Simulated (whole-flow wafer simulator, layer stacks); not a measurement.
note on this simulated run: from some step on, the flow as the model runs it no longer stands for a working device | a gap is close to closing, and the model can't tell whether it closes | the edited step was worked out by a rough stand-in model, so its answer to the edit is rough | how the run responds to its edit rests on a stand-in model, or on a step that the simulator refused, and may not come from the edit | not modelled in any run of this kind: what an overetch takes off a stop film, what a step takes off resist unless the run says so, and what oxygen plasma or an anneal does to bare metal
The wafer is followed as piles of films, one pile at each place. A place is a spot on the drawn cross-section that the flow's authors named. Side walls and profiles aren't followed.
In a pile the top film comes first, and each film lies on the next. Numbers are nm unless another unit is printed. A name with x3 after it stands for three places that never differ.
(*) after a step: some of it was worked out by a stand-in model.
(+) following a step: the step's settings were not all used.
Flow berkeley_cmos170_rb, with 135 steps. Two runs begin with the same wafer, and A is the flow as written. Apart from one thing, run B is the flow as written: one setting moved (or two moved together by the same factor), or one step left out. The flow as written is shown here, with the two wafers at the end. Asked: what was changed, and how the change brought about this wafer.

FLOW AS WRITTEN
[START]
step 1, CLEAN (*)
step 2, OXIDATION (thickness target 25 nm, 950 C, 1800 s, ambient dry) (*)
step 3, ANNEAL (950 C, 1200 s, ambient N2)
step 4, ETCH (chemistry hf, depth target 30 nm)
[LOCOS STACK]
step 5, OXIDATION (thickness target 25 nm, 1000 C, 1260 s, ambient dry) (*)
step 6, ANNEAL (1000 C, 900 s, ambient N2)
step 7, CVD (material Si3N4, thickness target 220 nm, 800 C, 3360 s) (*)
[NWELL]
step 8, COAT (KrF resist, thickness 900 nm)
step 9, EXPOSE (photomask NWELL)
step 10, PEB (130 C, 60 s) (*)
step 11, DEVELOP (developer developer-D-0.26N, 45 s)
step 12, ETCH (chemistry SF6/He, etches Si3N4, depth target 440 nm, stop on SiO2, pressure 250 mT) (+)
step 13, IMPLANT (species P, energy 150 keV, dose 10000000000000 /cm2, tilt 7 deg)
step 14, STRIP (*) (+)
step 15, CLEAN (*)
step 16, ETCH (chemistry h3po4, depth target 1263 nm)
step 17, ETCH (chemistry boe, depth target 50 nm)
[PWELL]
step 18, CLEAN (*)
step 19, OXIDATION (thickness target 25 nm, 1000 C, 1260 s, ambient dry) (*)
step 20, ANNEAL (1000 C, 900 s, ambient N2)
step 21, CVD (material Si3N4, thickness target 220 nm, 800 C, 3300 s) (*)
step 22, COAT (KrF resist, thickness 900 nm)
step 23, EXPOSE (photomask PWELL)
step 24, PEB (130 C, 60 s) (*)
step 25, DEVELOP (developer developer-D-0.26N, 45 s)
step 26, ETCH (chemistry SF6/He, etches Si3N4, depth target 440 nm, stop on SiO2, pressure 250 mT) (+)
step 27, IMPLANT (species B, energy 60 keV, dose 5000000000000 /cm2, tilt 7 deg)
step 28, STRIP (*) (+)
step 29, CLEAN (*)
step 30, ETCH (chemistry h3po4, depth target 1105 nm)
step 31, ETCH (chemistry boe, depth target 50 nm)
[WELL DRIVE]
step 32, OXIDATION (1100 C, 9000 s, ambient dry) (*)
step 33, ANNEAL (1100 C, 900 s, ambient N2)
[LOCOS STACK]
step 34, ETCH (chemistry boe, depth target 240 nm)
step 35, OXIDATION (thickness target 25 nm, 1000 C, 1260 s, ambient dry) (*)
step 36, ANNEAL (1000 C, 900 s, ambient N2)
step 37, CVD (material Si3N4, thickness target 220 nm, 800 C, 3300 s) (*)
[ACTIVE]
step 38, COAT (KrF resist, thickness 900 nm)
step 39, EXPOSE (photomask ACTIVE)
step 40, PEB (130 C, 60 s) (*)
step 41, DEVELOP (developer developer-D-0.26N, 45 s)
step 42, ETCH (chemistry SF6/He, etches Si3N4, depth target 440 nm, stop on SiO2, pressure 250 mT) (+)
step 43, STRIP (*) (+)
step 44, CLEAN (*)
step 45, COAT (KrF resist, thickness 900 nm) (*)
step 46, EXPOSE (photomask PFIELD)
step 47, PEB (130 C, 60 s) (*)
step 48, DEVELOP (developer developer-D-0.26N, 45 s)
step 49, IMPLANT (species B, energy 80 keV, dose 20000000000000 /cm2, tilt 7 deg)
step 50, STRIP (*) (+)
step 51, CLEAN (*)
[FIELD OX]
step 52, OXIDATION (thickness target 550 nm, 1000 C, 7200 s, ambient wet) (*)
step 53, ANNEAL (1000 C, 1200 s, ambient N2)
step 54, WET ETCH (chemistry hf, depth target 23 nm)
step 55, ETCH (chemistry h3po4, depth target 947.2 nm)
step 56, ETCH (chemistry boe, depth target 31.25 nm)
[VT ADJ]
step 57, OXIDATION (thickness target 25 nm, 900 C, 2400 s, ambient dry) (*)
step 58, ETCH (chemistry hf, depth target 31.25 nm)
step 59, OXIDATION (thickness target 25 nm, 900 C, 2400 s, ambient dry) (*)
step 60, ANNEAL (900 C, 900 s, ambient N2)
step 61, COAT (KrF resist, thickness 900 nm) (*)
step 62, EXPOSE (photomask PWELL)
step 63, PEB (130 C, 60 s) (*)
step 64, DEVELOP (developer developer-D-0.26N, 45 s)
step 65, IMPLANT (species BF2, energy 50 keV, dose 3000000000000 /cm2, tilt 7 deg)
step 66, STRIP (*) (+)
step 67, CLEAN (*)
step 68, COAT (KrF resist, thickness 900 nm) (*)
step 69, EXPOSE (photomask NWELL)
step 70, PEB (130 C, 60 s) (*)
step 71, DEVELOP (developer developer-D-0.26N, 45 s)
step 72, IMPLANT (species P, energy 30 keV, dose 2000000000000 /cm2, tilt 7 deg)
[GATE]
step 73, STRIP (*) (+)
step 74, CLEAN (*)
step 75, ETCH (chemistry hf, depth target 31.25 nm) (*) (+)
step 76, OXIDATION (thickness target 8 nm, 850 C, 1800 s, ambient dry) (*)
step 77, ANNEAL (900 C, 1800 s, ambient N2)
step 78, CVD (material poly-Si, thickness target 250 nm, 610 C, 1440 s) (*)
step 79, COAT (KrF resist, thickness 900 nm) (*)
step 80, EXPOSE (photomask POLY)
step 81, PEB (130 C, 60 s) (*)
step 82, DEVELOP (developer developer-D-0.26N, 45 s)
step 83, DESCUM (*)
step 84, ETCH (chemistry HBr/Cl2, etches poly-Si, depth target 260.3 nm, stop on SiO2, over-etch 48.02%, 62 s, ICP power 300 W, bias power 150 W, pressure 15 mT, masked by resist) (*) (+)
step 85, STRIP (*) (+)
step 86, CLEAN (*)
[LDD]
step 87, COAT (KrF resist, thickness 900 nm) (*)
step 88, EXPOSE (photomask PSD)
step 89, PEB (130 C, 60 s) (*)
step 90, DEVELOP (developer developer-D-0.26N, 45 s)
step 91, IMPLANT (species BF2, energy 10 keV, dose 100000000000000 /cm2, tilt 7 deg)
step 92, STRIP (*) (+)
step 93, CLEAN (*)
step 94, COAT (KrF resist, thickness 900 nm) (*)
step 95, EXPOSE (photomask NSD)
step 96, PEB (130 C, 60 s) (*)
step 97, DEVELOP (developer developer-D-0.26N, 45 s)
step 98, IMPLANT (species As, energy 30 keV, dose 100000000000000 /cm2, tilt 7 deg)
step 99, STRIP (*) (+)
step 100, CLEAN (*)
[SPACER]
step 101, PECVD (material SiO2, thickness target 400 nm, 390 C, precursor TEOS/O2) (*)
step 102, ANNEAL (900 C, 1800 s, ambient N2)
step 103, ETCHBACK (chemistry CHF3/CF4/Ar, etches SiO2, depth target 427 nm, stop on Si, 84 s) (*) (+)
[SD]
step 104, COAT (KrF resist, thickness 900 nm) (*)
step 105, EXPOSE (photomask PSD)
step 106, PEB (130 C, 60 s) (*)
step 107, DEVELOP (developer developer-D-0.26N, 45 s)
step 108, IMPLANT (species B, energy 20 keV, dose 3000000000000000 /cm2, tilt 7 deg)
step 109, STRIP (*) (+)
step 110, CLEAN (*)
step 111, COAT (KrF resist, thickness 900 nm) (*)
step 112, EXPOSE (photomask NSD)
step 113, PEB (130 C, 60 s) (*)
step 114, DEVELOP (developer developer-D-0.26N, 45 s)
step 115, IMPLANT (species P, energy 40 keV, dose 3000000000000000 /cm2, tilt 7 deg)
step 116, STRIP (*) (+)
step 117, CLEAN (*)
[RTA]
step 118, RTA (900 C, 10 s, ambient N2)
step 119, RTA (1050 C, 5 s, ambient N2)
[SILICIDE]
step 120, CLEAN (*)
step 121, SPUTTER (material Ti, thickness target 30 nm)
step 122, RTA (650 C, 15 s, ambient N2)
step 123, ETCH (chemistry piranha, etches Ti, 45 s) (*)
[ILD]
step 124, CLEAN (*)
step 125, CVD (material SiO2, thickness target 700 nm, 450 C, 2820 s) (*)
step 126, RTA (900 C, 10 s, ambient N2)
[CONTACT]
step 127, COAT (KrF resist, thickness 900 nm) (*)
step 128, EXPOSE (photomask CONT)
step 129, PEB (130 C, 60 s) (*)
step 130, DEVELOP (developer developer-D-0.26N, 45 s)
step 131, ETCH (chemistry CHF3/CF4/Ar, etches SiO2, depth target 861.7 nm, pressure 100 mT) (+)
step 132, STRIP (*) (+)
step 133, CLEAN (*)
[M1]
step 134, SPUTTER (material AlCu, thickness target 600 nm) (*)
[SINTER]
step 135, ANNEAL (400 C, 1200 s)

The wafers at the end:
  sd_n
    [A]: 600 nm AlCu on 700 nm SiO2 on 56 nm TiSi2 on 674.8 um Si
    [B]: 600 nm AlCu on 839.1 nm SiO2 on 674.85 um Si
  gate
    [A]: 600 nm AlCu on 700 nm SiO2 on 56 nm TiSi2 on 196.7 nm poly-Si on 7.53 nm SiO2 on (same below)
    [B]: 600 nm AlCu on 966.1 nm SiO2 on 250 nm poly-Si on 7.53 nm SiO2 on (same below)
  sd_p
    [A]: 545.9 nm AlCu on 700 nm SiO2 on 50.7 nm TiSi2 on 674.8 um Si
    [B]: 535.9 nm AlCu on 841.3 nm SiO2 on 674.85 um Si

What caused this: step 101, PECVD: thickness target 560 nm was run, while the flow as written has thickness target 400 nm.

The path from the change to this, step by step:
  step 101, PECVD (material SiO2, thickness target 400 nm, 390 C, precursor TEOS/O2) (*)
      field, sd_n, contact, m1: A +400 SiO2 | B +560 SiO2
      gate, gate_p: A +400 SiO2 (new film) | B +560 SiO2 (new film)
      (also at 3 further places)
  step 103, ETCHBACK (chemistry CHF3/CF4/Ar, etches SiO2, depth target 427 nm, stop on Si, 84 s) (*) (+)
      sd_n, contact, m1: A -406.1 SiO2 (all of it) | B -427 SiO2
      spacer_n, spacer_p: A -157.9 SiO2 | B nothing
      (also at 3 further places)
  step 104, COAT (KrF resist, thickness 900 nm) (*)
      field: A +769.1 KrF resist (new film) | B +802 KrF resist (new film)
      sd_n: A +982.1 KrF resist (new film) | B +1024.6 KrF resist (new film)
      (also at 7 further places)
  step 107, DEVELOP (developer developer-D-0.26N, 45 s)
      sd_p: A -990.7 KrF resist (all of it) | B -1099.8 KrF resist (all of it)
      spacer_p: A -767.7 KrF resist (all of it) | B -700.5 KrF resist (all of it)
      (also at 1 further place)
  step 109, STRIP (*) (+)
      field: A -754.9 KrF resist (all of it) | B -787.8 KrF resist (all of it)
      sd_n: A -967.9 KrF resist (all of it) | B -1010.4 KrF resist (all of it)
      (also at 4 further places)
  step 111, COAT (KrF resist, thickness 900 nm) (*)
      field: A +769.1 KrF resist (new film) | B +802 KrF resist (new film)
      sd_n: A +982.1 KrF resist (new film) | B +1024.6 KrF resist (new film)
      (also at 7 further places)
  step 114, DEVELOP (developer developer-D-0.26N, 45 s)
      sd_n: A -982.1 KrF resist (all of it) | B -1024.6 KrF resist (all of it)
      spacer_n: A -766.3 KrF resist (all of it) | B -700.2 KrF resist (all of it)
      (also at 2 further places)
  step 116, STRIP (*) (+)
      field: A -754.9 KrF resist (all of it) | B -787.8 KrF resist (all of it)
      sd_p: A -976.5 KrF resist (all of it) | B -1085.5 KrF resist (all of it)
      (also at 3 further places)
  step 121, SPUTTER (material Ti, thickness target 30 nm)
      gate, gate_p: A +30 Ti (new film) | B +20.6 Ti (new film)
      sd_p: A +27.1 Ti (new film) | B +22.7 Ti (new film)
  step 122, RTA (650 C, 15 s, ambient N2)
      sd_n, contact, m1: A -23.4 Ti, +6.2 TiSi first (new film), +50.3 TiSi2 C49 (new film), -49 Si | B nothing
      gate, gate_p: A -23.4 Ti, +6.2 TiSi first (new film), +50.3 TiSi2 C49 (new film), -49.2 poly-Si | B nothing
      (also at 1 further place)
  step 123, ETCH (chemistry piranha, etches Ti, 45 s) (*)
      sd_n, contact, m1: A -6.6 Ti (all of it) | B -30 Ti (all of it)
      gate, gate_p: A -6.6 Ti (all of it) | B -20.6 Ti (all of it)
      (also at 1 further place)
  step 125, CVD (material SiO2, thickness target 700 nm, 450 C, 2820 s) (*)
      sd_n, contact, m1: A +700 SiO2 (new film) | B +700 SiO2
      gate, gate_p: A +700 SiO2 (new film) | B +833.1 SiO2
      (also at 1 further place)
  step 126, RTA (900 C, 10 s, ambient N2)
      sd_n, contact, m1: A under 1 film: +56 TiSi2 (new film), -6.2 TiSi first (all of it), -50.3 TiSi2 C49 (all of it), -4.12 Si | B nothing
      gate, gate_p: A under 1 film: +56 TiSi2 (new film), -6.2 TiSi first (all of it), -50.3 TiSi2 C49 (all of it), -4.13 poly-Si | B nothing
      (also at 1 further place)
  step 127, COAT (KrF resist, thickness 900 nm) (*)
      field: A +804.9 KrF resist (new film) | B +837.4 KrF resist (new film)
      sd_n: A +1010 KrF resist (new film) | B +1049.2 KrF resist (new film)
      (also at 5 further places)
  step 130, DEVELOP (developer developer-D-0.26N, 45 s)
      contact: A -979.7 KrF resist (all of it) | B -1013.6 KrF resist (all of it)
  step 131, ETCH (chemistry CHF3/CF4/Ar, etches SiO2, depth target 861.7 nm, pressure 100 mT) (+)
      contact: A -700 SiO2 (all of it), -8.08 TiSi2 | B -839.1 SiO2 (all of it), -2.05 Si
  ... and 1 more step ...
  step 134, SPUTTER (material AlCu, thickness target 600 nm) (*)
      contact: A +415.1 AlCu (new film) | B +383.9 AlCu (new film)
